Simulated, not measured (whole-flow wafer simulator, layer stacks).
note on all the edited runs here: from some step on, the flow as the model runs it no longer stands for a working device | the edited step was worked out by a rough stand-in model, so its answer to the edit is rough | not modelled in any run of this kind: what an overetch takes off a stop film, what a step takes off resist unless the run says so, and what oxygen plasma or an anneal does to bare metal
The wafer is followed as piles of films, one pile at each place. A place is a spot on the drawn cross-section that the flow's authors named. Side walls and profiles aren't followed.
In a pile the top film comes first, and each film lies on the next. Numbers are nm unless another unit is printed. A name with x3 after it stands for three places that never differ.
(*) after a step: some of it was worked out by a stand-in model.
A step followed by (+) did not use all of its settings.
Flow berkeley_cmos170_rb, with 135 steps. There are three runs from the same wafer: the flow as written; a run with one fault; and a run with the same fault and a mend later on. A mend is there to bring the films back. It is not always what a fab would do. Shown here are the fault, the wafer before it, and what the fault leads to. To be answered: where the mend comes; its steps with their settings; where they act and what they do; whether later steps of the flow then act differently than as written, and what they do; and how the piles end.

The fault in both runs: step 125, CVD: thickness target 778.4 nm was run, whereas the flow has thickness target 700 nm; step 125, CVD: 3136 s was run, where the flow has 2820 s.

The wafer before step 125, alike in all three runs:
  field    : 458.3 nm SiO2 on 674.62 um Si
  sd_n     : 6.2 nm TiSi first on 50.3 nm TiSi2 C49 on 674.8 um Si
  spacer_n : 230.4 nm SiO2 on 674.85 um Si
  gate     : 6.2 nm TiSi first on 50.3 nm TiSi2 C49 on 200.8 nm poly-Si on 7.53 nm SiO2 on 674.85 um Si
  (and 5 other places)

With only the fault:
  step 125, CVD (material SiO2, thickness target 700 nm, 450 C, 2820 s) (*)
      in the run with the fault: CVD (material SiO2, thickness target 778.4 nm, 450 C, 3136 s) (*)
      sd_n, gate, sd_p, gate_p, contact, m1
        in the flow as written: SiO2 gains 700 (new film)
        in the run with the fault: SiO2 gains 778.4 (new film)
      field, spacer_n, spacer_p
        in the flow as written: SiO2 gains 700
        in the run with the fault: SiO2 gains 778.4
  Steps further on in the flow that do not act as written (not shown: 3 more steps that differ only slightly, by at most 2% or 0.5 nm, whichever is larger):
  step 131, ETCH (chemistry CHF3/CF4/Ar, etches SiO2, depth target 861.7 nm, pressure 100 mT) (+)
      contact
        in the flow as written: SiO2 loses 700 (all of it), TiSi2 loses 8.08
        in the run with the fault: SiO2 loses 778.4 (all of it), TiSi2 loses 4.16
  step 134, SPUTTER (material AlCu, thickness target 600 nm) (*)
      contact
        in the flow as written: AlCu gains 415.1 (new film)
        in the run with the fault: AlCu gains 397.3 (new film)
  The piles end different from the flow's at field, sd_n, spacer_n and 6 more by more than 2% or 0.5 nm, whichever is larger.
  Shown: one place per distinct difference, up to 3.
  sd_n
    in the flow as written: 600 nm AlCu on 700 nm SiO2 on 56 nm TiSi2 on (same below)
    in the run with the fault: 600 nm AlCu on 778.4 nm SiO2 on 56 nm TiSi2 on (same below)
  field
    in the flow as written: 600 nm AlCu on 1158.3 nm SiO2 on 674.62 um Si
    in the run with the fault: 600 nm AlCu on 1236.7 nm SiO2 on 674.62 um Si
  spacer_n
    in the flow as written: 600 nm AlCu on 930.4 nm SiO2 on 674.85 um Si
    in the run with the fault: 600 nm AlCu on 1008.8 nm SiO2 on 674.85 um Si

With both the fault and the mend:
  After step 125 comes the mend.
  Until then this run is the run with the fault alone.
  step 125a, ETCH (chemistry boe, depth target 78.3 nm)
      field, sd_n, spacer_n and 6 more
        SiO2 loses 78.3
  None of the later steps of the flow differs from how it acts as written, at any place that is followed, by more than 2% or 0.5 nm, whichever is larger.
  At the end the piles are close to the flow's at the places that both follow, differing by at most 2% or 0.5 nm, whichever is larger.
